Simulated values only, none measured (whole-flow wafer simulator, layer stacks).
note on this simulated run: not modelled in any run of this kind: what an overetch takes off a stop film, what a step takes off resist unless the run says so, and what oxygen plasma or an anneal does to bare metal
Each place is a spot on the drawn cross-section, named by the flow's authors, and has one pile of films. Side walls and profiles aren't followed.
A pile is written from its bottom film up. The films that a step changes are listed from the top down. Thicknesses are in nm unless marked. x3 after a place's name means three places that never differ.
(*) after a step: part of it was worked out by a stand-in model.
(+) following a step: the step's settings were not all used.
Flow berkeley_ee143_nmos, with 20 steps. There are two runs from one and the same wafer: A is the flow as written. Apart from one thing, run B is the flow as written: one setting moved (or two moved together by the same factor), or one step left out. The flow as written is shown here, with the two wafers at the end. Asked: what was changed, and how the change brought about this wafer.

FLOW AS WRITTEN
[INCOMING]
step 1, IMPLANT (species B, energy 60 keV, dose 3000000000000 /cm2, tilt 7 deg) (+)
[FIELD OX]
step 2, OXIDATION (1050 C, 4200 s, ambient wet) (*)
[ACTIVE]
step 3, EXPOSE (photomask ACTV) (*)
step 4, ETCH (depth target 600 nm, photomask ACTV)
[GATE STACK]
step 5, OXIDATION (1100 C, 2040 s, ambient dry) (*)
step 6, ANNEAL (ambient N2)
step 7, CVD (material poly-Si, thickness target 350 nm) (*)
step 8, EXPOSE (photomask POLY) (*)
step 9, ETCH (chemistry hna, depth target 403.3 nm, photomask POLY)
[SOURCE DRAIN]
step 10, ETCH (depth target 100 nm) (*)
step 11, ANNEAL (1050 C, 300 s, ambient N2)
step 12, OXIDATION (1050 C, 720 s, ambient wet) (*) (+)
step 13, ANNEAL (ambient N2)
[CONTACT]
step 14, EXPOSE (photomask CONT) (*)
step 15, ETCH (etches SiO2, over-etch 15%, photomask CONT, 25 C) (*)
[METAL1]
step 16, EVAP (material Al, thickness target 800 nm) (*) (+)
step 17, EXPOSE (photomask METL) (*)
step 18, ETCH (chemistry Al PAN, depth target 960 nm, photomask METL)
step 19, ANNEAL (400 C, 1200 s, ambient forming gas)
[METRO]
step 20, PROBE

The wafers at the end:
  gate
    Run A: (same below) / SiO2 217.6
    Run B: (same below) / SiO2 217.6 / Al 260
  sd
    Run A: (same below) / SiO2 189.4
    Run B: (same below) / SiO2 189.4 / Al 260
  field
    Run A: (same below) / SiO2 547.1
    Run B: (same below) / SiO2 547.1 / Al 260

What caused this: step 18, ETCH: depth target 540 nm was run, though the flow has depth target 960 nm.

The path from the change to this, step by step:
  step 18, ETCH (chemistry Al PAN, depth target 960 nm, photomask METL)
      gate, sd, field: A -800 Al (all of it) | B -540 Al
If metal films that touch count as one body, gate has 1 body; the flow as written gives 0 bodies.
If metal films that touch count as one body, sd has 1 body; the flow as written gives 0 bodies.
If metal films that touch count as one body, field has 1 body; the flow as written gives 0 bodies.
